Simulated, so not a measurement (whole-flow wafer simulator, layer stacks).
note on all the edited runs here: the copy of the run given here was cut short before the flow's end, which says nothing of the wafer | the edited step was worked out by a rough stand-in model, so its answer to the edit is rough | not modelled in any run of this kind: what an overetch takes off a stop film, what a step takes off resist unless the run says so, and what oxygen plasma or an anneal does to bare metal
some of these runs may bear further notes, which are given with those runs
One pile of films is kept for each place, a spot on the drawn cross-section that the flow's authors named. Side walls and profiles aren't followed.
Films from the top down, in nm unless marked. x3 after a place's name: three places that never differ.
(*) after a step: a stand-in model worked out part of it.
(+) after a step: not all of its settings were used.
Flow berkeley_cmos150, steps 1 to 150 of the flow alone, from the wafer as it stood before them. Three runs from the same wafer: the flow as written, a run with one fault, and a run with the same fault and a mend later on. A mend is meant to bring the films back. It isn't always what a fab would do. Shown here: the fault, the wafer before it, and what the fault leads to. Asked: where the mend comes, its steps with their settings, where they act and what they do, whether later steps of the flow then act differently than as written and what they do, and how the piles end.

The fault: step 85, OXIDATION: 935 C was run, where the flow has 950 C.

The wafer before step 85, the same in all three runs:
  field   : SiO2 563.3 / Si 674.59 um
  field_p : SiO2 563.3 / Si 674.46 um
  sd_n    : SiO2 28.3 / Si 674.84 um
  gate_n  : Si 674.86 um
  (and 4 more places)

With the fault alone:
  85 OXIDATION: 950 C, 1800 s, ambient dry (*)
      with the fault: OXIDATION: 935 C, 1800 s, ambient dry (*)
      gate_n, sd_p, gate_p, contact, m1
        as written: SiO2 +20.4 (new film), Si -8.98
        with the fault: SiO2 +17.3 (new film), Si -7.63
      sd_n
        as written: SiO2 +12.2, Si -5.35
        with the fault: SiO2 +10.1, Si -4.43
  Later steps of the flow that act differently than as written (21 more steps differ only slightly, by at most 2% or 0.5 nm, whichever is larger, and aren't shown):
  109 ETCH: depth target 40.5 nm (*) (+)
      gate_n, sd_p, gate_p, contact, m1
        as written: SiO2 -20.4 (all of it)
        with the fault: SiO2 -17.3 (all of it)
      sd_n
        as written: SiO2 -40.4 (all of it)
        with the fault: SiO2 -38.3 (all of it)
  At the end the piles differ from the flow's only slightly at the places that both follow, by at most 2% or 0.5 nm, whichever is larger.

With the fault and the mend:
  The mend comes after step 94.
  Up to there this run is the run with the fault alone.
  94a STRIP (*) (+)
      field_p
        KrF resist -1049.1 (all of it)
      sd_p
        KrF resist -1274.3 (all of it)
      gate_p
        KrF resist -1249 (all of it)
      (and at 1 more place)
  94b CLEAN: chemistry SPM, 600 s (the flow's step 77 once more)
      changes no film at any place that is followed
  94c OXIDATION: 950 C, 334 s, ambient dry (*) (the flow's step 85 once more, with other settings)
      gate_n, sd_p, gate_p, contact, m1
        SiO2 +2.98, Si -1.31
      field, field_p
        SiO2 +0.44, Si -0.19
      sd_n
        SiO2 +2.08, Si -0.91
  94d HMDS (the flow's step 88 once more)
      changes no film at any place that is followed
  94e COAT: KrF resist, thickness 1100 nm (*) (the flow's step 89 once more)
      field
        KrF resist +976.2 (new film)
      field_p
        KrF resist +1087.8 (new film)
      sd_n
        KrF resist +1242.9 (new film)
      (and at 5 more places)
  94f SOFTBAKE: KrF resist (the flow's step 90 once more)
      changes no film at any place that is followed
  94g EXPOSE: photomask NWELL INV, NA 0.5, wavelength 248 nm (*) (the flow's step 91 once more)
      changes no film at any place that is followed
  94h PEB: KrF resist, 110 C, 90 s (the flow's step 92 once more)
      field
        KrF resist -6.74
      field_p
        KrF resist -7.53
      sd_n
        KrF resist -8.63
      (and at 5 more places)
  94i DEVELOP: KrF resist, thickness 1100 nm, developer developer-D-0.26N, 45 s (the flow's step 93 once more)
      field_p, sd_p, gate_p, m1
        KrF resist -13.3
      field
        KrF resist -969.5 (all of it)
      sd_n
        KrF resist -1234.3 (all of it)
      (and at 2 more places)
  94j HARDBAKE: 120 C, 7200 s (the flow's step 94 once more)
      field_p
        KrF resist -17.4
      sd_p
        KrF resist -21.4
      gate_p
        KrF resist -20.9
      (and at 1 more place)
  No later step of the flow acts differently than as written, at any place that is followed, by more than 2% or 0.5 nm, whichever is larger.
  At the end the piles differ from the flow's only slightly at the places that both follow, by at most 2% or 0.5 nm, whichever is larger.
